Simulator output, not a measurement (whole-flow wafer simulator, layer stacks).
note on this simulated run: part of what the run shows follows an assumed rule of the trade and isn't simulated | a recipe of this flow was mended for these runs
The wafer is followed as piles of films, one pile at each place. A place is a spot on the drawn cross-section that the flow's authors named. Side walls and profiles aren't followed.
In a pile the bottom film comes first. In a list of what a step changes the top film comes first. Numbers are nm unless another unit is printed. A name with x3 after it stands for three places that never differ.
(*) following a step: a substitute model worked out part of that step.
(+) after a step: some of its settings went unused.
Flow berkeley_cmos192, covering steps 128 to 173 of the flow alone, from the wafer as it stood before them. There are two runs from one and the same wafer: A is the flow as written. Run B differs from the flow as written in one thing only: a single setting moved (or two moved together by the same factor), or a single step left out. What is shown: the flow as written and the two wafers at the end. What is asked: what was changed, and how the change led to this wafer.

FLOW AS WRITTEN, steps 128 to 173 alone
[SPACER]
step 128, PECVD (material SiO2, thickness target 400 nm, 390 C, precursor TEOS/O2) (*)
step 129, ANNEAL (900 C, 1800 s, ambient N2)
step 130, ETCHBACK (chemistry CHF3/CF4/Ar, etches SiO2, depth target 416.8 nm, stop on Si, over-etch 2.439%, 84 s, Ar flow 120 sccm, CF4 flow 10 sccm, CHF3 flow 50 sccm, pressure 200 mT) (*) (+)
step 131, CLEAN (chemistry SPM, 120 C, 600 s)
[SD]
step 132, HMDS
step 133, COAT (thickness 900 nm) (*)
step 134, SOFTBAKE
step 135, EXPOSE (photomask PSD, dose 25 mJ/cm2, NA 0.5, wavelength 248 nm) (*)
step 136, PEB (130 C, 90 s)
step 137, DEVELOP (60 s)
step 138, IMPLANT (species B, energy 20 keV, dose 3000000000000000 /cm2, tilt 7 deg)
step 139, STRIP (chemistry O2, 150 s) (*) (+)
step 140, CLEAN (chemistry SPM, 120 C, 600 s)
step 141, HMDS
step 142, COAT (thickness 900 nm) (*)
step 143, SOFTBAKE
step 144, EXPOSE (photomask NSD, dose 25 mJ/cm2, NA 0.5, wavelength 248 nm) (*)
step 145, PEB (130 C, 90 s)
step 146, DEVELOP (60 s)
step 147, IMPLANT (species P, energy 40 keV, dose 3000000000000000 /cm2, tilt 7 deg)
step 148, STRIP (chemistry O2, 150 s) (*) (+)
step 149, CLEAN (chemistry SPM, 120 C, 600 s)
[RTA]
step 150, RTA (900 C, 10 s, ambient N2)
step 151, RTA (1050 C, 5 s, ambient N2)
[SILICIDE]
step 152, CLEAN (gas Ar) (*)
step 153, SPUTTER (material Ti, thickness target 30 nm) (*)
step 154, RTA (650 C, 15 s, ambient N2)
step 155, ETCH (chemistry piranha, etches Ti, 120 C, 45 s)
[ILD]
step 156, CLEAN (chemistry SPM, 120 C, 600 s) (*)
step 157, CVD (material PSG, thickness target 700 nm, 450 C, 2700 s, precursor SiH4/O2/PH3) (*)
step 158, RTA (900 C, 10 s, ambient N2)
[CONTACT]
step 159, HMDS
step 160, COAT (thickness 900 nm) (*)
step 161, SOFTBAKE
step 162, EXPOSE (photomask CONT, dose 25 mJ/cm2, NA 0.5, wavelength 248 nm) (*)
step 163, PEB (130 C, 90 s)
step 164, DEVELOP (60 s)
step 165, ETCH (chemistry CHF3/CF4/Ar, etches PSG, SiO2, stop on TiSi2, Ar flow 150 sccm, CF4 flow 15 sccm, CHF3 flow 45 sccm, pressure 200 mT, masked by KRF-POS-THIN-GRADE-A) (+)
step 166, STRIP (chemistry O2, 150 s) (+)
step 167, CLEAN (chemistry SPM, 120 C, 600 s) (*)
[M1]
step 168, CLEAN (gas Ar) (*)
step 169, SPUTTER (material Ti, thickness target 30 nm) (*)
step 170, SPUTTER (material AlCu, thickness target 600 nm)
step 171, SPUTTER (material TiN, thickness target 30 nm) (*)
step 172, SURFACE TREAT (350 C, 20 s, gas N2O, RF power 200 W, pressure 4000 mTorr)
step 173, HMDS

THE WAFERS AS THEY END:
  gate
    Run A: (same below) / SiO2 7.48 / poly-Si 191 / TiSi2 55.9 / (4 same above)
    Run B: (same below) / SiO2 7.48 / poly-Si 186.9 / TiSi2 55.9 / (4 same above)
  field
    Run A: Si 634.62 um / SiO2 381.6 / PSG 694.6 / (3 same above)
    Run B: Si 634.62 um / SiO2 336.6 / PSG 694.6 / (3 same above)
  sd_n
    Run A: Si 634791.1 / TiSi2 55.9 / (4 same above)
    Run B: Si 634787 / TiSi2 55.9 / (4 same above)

What caused this: step 128, PECVD: thickness target 355 nm was run, while the flow as written has thickness target 400 nm.

How this came from the change, step by step:
  step 128, PECVD (material SiO2, thickness target 400 nm, 390 C, precursor TEOS/O2) (*)
      field, sd_n, contact, m1: A +400 SiO2 | B +355 SiO2
      spacer_n, sd_p, spacer_p: A +386.5 SiO2 | B +343.2 SiO2
      (and at 2 other places as well)
  step 130, ETCHBACK (chemistry CHF3/CF4/Ar, etches SiO2, depth target 416.8 nm, stop on Si, over-etch 2.439%, 84 s, Ar flow 120 sccm, CF4 flow 10 sccm, CHF3 flow 50 sccm, pressure 200 mT) (*) (+)
      gate, gate_p: A -400 SiO2 (all of it), -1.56 chemical SiO2 (all of it), -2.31 poly-Si | B -355 SiO2 (all of it), -1.56 chemical SiO2 (all of it), -6.4 poly-Si
      sd_n: A -406 SiO2 (all of it), -2.31 Si | B -361 SiO2 (all of it), -6.4 Si
      (and at 3 other places as well)
  step 133, COAT (thickness 900 nm) (*)
      sd_n: A +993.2 KrF-resist (new film) | B +969.7 KrF-resist (new film)
      spacer_n: A +785.3 KrF-resist (new film) | B +805 KrF-resist (new film)
      (and at 5 other places as well)
  step 137, DEVELOP (60 s)
      sd_p: A -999 KrF-resist (all of it) | B -978.3 KrF-resist (all of it)
      spacer_p: A -778.4 KrF-resist (all of it) | B -799.8 KrF-resist (all of it)
      (and at 1 other place as well)
  step 139, STRIP (chemistry O2, 150 s) (*) (+)
      sd_n: A -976 KrF-resist (all of it), +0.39 chemical SiO2, -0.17 Si | B -952.5 KrF-resist (all of it), +0.4 chemical SiO2, -0.17 Si
      spacer_n: A -768.7 KrF-resist (all of it) | B -788.3 KrF-resist (all of it)
      (and at 2 other places as well)
  step 142, COAT (thickness 900 nm) (*)
      sd_n: A +993.1 KrF-resist (new film) | B +969.4 KrF-resist (new film)
      spacer_n: A +785.4 KrF-resist (new film) | B +804.3 KrF-resist (new film)
      (and at 5 other places as well)
  step 146, DEVELOP (60 s)
      sd_n: A -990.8 KrF-resist (all of it) | B -967.2 KrF-resist (all of it)
      spacer_n: A -783.7 KrF-resist (all of it) | B -802.6 KrF-resist (all of it)
      (and at 2 other places as well)
  step 148, STRIP (chemistry O2, 150 s) (*) (+)
      sd_p: A -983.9 KrF-resist (all of it), +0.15 chemical SiO2, -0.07 Si | B -963 KrF-resist (all of it), +0.15 chemical SiO2, -0.07 Si
      spacer_p: A -763.6 KrF-resist (all of it) | B -784.4 KrF-resist (all of it)
      (and at 1 other place as well)
  step 153, SPUTTER (material Ti, thickness target 30 nm) (*)
      sd_p: A +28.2 Ti (new film) | B +28.8 Ti (new film)
  step 154, RTA (650 C, 15 s, ambient N2)
      sd_p: A -22 Ti, +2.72 TiSi first (new film), +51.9 TiSi2 C49 (new film), -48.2 Si | B -22.5 Ti, +3.82 TiSi first (new film), +51.4 TiSi2 C49 (new film), -48.4 Si
  step 158, RTA (900 C, 10 s, ambient N2)
      sd_p: A under 1 film: +52.6 TiSi2 (new film), -2.61 TiSi first (all of it), -51.9 TiSi2 C49 (all of it), -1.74 Si | B under 1 film: +53.6 TiSi2 (new film), -3.72 TiSi first (all of it), -51.4 TiSi2 C49 (all of it), -2.47 Si
  step 160, COAT (thickness 900 nm) (*)
      sd_n: A +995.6 KrF-resist (new film) | B +970.6 KrF-resist (new film)
      gate: A +803.9 KrF-resist (new film) | B +776.1 KrF-resist (new film)
      (and at 4 other places as well)
  step 164, DEVELOP (60 s)
      contact: A -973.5 KrF-resist (all of it) | B -953.9 KrF-resist (all of it)
  step 166, STRIP (chemistry O2, 150 s) (+)
      sd_n: A -784.4 KrF-resist (all of it) | B -759.4 KrF-resist (all of it)
      gate: A -593.2 KrF-resist (all of it) | B -565.4 KrF-resist (all of it)
      (and at 4 other places as well)
  step 169, SPUTTER (material Ti, thickness target 30 nm) (*)
      sd_p: A +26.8 Ti (new film) | B +27.7 Ti (new film)
  step 170, SPUTTER (material AlCu, thickness target 600 nm)
      sd_p: A +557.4 AlCu (new film) | B +577.5 AlCu (new film)
  step 171, SPUTTER (material TiN, thickness target 30 nm) (*)
      sd_p: A +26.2 TiN (new film) | B +27.4 TiN (new film)
